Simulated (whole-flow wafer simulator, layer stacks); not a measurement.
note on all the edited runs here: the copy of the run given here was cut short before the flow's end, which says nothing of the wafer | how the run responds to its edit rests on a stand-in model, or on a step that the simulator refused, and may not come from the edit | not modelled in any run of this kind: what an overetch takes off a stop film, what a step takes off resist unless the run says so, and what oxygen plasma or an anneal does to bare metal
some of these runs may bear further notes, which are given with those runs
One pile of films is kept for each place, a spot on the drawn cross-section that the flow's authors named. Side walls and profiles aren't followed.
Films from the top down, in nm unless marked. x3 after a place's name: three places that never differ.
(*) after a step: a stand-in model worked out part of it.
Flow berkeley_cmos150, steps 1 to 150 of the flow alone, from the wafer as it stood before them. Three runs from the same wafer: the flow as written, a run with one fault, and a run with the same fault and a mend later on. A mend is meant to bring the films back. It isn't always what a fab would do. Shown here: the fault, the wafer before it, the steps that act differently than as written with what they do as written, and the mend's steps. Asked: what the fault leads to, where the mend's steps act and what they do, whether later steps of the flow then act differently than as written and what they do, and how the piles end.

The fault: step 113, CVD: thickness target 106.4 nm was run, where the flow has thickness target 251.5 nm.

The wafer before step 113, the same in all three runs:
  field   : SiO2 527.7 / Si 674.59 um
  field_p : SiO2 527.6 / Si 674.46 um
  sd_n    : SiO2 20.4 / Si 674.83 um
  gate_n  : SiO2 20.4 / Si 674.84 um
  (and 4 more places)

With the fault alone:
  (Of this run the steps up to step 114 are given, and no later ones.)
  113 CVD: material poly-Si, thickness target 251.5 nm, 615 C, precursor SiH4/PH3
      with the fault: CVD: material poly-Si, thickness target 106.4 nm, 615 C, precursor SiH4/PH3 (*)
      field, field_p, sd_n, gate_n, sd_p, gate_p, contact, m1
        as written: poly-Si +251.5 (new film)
        with the fault: poly-Si +106.4 (new film)
  No later step of the flow up to step 114 acts differently than as written at any place that is followed.
  After step 114 the piles differ from the flow's by more than 2% or 0.5 nm, whichever is larger, at field, field_p, sd_n, gate_n, sd_p, gate_p, contact, m1.
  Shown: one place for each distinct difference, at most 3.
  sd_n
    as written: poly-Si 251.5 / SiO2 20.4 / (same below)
    with the fault: poly-Si 106.4 / SiO2 20.4 / (same below)
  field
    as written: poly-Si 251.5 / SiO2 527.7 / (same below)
    with the fault: poly-Si 106.4 / SiO2 527.7 / (same below)
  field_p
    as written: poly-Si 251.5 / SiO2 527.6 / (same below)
    with the fault: poly-Si 106.4 / SiO2 527.6 / (same below)

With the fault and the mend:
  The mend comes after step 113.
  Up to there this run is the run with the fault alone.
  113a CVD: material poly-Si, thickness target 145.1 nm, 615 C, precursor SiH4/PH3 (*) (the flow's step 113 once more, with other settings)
      field, field_p, sd_n, gate_n, sd_p, gate_p, contact, m1
        poly-Si +145.1
  No later step of the flow acts differently than as written, at any place that is followed, by more than 2% or 0.5 nm, whichever is larger.
  At the end the piles differ from the flow's only slightly at the places that both follow, by at most 2% or 0.5 nm, whichever is larger.
